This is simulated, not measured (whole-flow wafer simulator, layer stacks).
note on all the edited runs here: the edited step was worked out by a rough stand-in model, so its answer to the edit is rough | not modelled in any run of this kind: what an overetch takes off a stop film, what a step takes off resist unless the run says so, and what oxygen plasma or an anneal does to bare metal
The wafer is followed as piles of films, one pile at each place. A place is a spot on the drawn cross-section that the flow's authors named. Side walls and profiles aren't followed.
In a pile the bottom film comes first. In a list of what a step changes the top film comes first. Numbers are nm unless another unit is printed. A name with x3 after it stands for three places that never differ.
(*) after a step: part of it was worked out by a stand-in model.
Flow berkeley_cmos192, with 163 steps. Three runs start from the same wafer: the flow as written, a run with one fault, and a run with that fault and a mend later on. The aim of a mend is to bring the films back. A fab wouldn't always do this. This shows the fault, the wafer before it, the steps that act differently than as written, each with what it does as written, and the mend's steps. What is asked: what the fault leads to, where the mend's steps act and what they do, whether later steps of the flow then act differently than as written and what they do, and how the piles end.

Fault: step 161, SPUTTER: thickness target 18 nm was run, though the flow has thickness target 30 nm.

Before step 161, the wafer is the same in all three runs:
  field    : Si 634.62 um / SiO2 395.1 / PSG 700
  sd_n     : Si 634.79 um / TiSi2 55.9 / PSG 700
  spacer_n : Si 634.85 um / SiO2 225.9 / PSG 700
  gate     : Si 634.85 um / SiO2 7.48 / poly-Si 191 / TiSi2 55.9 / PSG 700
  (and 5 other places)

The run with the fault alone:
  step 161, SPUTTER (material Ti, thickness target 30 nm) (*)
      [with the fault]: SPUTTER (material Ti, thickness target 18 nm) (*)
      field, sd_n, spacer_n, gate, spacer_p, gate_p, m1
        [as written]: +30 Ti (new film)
        [with the fault]: +18 Ti (new film)
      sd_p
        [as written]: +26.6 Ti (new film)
        [with the fault]: +16 Ti (new film)
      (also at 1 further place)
  Later steps of the flow that are run all act as written at every place that is followed, up to a difference of at most 2% or 0.5 nm, whichever is larger.
  At field, sd_n, spacer_n and 6 more, the piles at the end differ from the flow's by more than 2% or 0.5 nm, whichever is larger.
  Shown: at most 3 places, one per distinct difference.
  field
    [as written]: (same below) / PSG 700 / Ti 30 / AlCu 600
    [with the fault]: (same below) / PSG 700 / Ti 18 / AlCu 600
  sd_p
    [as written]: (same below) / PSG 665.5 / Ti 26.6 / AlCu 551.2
    [with the fault]: (same below) / PSG 665.5 / Ti 16 / AlCu 551.8
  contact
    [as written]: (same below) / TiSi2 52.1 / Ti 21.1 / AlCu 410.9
    [with the fault]: (same below) / TiSi2 52.1 / Ti 12.6 / AlCu 412.8

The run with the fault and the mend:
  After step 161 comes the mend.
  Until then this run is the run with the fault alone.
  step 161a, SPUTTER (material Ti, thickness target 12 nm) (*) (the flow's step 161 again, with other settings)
      field, sd_n, spacer_n, gate, spacer_p, gate_p, m1
        +12 Ti
      sd_p
        +10.6 Ti
      contact
        +8.39 Ti
  Later steps of the flow that are run all act as written at every place that is followed.
  At the end the piles are close to the flow's at the places that both follow, differing by at most 2% or 0.5 nm, whichever is larger.
